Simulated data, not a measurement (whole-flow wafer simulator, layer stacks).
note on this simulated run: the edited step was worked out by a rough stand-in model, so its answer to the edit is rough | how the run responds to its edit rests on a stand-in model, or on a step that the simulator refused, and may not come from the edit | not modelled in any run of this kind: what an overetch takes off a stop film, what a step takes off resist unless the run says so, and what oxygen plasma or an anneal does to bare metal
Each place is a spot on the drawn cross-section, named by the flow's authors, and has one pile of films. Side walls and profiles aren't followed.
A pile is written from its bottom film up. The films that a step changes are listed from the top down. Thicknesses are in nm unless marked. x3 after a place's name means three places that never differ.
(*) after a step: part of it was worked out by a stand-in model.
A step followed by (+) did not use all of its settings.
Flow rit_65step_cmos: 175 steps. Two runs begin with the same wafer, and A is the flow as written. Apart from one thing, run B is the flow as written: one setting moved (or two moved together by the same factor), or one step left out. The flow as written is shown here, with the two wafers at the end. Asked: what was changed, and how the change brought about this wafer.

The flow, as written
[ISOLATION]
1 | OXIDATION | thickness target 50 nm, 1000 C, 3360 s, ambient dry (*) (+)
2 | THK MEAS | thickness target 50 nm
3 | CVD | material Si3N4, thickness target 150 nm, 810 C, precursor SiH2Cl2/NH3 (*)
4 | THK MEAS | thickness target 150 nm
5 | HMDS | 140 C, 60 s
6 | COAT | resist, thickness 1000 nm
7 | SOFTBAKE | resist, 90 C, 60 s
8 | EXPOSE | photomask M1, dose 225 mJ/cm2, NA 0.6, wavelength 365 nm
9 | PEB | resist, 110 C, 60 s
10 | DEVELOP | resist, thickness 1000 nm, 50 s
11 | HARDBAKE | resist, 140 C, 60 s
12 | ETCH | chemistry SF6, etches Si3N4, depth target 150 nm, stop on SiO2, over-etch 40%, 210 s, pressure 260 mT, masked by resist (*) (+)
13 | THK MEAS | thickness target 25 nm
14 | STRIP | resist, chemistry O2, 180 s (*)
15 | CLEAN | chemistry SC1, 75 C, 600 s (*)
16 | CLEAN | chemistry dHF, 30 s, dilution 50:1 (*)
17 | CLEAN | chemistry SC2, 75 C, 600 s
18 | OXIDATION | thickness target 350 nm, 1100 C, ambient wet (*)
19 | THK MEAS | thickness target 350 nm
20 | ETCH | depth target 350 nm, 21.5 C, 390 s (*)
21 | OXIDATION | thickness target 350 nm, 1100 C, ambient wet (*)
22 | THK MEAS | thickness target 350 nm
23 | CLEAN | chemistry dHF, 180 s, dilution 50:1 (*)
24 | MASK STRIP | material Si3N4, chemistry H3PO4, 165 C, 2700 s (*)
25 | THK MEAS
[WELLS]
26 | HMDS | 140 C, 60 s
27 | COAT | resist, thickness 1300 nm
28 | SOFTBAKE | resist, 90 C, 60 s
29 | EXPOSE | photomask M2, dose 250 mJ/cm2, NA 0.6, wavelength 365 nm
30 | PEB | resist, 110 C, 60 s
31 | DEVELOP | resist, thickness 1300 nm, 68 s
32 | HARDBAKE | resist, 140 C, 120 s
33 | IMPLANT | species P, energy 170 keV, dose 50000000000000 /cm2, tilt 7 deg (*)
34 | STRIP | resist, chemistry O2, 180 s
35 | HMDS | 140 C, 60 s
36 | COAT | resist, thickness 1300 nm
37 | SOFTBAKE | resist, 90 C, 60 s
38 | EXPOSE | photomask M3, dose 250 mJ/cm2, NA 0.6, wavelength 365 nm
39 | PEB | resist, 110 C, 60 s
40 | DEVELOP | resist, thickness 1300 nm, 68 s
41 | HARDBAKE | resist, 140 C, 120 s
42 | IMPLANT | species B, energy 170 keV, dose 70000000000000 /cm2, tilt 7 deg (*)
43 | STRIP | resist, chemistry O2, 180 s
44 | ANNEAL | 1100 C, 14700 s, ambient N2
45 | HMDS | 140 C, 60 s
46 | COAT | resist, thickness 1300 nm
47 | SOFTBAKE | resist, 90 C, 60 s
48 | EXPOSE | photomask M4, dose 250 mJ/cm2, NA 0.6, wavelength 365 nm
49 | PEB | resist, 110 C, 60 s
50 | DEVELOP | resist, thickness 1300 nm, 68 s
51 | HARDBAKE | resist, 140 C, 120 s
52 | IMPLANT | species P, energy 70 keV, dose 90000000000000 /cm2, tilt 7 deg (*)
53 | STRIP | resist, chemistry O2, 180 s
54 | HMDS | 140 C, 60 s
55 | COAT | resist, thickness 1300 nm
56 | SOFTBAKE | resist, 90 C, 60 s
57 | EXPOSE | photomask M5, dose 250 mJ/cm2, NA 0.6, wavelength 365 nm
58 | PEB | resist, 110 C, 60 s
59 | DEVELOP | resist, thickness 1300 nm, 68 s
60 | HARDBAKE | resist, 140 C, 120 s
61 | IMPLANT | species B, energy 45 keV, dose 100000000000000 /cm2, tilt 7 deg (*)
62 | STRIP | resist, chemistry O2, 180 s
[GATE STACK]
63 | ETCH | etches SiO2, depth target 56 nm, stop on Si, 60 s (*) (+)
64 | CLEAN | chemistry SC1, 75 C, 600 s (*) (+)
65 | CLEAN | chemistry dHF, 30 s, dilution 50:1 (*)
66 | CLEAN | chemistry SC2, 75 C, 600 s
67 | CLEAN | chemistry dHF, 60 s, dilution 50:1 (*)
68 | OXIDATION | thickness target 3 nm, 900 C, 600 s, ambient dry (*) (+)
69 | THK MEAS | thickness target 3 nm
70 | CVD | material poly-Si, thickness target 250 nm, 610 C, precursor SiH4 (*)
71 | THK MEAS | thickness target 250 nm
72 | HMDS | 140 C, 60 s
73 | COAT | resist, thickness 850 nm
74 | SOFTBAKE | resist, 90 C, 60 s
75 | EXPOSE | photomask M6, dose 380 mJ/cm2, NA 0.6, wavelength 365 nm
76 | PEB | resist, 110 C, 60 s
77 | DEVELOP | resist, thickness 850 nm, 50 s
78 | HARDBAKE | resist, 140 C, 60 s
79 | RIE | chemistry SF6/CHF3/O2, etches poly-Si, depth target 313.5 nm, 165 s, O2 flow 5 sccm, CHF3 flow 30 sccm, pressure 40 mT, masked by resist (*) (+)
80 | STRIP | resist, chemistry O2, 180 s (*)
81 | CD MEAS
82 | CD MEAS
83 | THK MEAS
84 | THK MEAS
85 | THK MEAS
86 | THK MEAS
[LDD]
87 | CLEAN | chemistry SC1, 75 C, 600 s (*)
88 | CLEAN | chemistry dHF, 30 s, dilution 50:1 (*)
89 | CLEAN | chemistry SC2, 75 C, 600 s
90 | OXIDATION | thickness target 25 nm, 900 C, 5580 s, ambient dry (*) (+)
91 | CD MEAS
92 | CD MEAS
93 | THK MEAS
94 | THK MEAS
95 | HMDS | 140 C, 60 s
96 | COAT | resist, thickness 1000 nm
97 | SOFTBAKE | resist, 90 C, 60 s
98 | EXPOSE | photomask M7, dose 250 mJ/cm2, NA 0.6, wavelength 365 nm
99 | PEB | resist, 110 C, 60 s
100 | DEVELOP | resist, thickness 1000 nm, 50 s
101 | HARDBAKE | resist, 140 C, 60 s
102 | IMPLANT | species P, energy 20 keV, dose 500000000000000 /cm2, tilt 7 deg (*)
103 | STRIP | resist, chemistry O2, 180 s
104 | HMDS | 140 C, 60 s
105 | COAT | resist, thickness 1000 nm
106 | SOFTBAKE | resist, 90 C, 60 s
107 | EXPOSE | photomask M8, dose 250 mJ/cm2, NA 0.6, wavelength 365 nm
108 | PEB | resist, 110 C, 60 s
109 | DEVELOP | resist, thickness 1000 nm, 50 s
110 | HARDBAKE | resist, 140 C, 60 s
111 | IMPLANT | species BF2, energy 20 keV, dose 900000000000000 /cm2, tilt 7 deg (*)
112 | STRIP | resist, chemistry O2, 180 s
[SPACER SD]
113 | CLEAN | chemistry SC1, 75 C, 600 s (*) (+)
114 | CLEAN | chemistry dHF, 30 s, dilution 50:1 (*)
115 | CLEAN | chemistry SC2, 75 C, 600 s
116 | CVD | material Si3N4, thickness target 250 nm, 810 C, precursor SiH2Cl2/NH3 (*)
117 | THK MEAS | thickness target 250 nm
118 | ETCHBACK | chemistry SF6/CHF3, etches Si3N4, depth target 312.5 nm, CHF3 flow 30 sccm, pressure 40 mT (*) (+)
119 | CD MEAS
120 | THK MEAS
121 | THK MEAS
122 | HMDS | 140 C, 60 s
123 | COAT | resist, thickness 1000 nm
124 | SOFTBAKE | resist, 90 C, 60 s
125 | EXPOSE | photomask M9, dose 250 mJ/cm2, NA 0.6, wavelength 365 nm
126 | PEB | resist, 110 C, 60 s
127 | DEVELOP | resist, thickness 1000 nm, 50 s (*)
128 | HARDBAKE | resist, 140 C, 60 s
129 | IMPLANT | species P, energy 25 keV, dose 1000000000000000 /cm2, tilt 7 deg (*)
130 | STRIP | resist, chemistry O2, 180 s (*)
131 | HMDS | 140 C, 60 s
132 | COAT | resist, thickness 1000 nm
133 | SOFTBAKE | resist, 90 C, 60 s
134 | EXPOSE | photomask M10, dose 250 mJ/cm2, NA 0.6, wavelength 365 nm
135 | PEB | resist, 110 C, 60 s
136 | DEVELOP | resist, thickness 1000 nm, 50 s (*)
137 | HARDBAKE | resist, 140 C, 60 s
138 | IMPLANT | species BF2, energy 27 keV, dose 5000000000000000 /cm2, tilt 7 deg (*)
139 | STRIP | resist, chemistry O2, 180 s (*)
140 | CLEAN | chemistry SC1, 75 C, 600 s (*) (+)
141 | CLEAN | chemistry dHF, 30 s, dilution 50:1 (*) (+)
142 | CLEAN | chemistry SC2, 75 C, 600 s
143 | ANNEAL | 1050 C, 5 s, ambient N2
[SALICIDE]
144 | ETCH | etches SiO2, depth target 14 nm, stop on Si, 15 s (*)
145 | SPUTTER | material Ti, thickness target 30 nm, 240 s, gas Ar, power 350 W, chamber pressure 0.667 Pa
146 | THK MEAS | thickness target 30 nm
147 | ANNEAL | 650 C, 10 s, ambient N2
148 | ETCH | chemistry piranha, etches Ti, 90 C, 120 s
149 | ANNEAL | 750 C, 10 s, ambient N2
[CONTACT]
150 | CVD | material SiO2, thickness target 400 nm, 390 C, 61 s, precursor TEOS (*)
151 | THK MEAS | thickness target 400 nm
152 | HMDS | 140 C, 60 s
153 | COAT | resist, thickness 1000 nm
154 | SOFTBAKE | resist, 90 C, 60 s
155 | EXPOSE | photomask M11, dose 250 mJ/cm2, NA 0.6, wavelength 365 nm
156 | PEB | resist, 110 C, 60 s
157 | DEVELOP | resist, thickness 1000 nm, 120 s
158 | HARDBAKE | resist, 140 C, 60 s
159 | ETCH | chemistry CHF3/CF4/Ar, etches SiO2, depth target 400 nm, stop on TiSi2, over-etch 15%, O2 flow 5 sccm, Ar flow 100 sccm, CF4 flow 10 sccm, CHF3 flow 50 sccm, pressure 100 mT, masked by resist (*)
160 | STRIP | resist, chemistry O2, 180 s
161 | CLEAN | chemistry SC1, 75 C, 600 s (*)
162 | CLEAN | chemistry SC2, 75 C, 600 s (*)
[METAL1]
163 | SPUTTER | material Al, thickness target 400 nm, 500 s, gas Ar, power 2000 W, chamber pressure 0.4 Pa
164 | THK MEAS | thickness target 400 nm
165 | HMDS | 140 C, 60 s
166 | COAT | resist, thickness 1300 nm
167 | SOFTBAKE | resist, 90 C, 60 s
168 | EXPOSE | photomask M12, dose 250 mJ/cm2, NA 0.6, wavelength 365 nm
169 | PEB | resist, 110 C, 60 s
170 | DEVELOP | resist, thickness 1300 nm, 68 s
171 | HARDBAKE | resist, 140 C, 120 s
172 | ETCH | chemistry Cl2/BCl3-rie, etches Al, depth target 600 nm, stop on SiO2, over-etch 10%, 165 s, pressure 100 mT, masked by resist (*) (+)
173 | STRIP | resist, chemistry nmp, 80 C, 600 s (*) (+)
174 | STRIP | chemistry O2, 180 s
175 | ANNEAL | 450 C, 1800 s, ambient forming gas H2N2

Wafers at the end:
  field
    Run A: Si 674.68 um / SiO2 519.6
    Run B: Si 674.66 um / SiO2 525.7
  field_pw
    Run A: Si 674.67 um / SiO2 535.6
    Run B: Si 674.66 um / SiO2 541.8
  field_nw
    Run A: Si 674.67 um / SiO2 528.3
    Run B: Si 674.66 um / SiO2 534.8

Cause: step 1, OXIDATION: 1200 C was run, whereas the flow has 1000 C.

How this came from the change, step by step:
  1 | OXIDATION | thickness target 50 nm, 1000 C, 3360 s, ambient dry (*) (+)
      field, field_pw, field_nw and 11 more: A SiO2 gains 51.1 (new film), Si loses 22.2 | B SiO2 gains 186.4 (new film), Si loses 81.7
  18 | OXIDATION | thickness target 350 nm, 1100 C, ambient wet (*)
      field, field_p: A SiO2 gains 328.1, Si loses 144.1 | B SiO2 gains 249, Si loses 109.6
      field_pw, field_nw: A SiO2 gains 332.2, Si loses 146.2 | B SiO2 gains 249, Si loses 109.6
  20 | ETCH | depth target 350 nm, 21.5 C, 390 s (*)
      field, field_p: A SiO2 loses 351.3 (all of it), Si loses 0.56 | B SiO2 loses 380.9
      field_pw, field_nw: A SiO2 loses 355.4 (all of it), Si loses 0.49 | B SiO2 loses 380.9
  21 | OXIDATION | thickness target 350 nm, 1100 C, ambient wet (*)
      field, field_pw, field_nw, field_p: A SiO2 gains 350 (new film), Si loses 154 | B SiO2 gains 329.7, Si loses 145.1
  27 | COAT | resist, thickness 1300 nm
      field: A resist gains 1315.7 (new film) | B resist gains 1378.2 (new film)
      field_pw: A resist gains 1313 (new film) | B resist gains 1357.7 (new film)
      (also at 2 further places)
  30 | PEB | resist, 110 C, 60 s
      field, field_p: A resist loses 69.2 | B resist loses 72.7
      field_pw, field_nw: A resist loses 69.1 | B resist loses 71.4
  31 | DEVELOP | resist, thickness 1300 nm, 68 s
      field_nw: A resist loses 1243.9 (all of it) | B resist loses 1286.2 (all of it)
      field_p: A resist loses 1246.4 (all of it) | B resist loses 1305.2 (all of it)
  32 | HARDBAKE | resist, 140 C, 120 s
      field: A resist loses 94 | B resist loses 99.3
      field_pw: A resist loses 93.8 | B resist loses 97
  34 | STRIP | resist, chemistry O2, 180 s
      field: A resist loses 1152.5 (all of it) | B resist loses 1206.1 (all of it)
      field_pw: A resist loses 1150.2 (all of it) | B resist loses 1189.3 (all of it)
  36 | COAT | resist, thickness 1300 nm
      field: A resist gains 1315.7 (new film) | B resist gains 1378.2 (new film)
      field_pw: A resist gains 1313 (new film) | B resist gains 1357.7 (new film)
      (also at 2 further places)
  39 | PEB | resist, 110 C, 60 s
      field, field_p: A resist loses 69.2 | B resist loses 72.7
      field_pw, field_nw: A resist loses 69.1 | B resist loses 71.4
  40 | DEVELOP | resist, thickness 1300 nm, 68 s
      field: A resist loses 1246.5 (all of it) | B resist loses 1305.5 (all of it)
      field_pw: A resist loses 1243.9 (all of it) | B resist loses 1286.3 (all of it)
  41 | HARDBAKE | resist, 140 C, 120 s
      field_nw: A resist loses 93.8 | B resist loses 97
      field_p: A resist loses 94 | B resist loses 99.3
  43 | STRIP | resist, chemistry O2, 180 s
      field_nw: A resist loses 1150.2 (all of it) | B resist loses 1189.3 (all of it)
      field_p: A resist loses 1152.5 (all of it) | B resist loses 1205.9 (all of it)
  46 | COAT | resist, thickness 1300 nm
      field: A resist gains 1315.7 (new film) | B resist gains 1378.2 (new film)
      field_pw: A resist gains 1313 (new film) | B resist gains 1357.7 (new film)
      (also at 2 further places)
  49 | PEB | resist, 110 C, 60 s
      field, field_p: A resist loses 69.2 | B resist loses 72.7
      field_pw, field_nw: A resist loses 69.1 | B resist loses 71.4
  ... 48 further steps ...
  170 | DEVELOP | resist, thickness 1300 nm, 68 s
      gate_n: A resist loses 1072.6 (all of it) | B resist loses 1022.2 (all of it)
      gate_p: A resist loses 1076.3 (all of it) | B resist loses 1029.2 (all of it)
      (also at 2 further places)
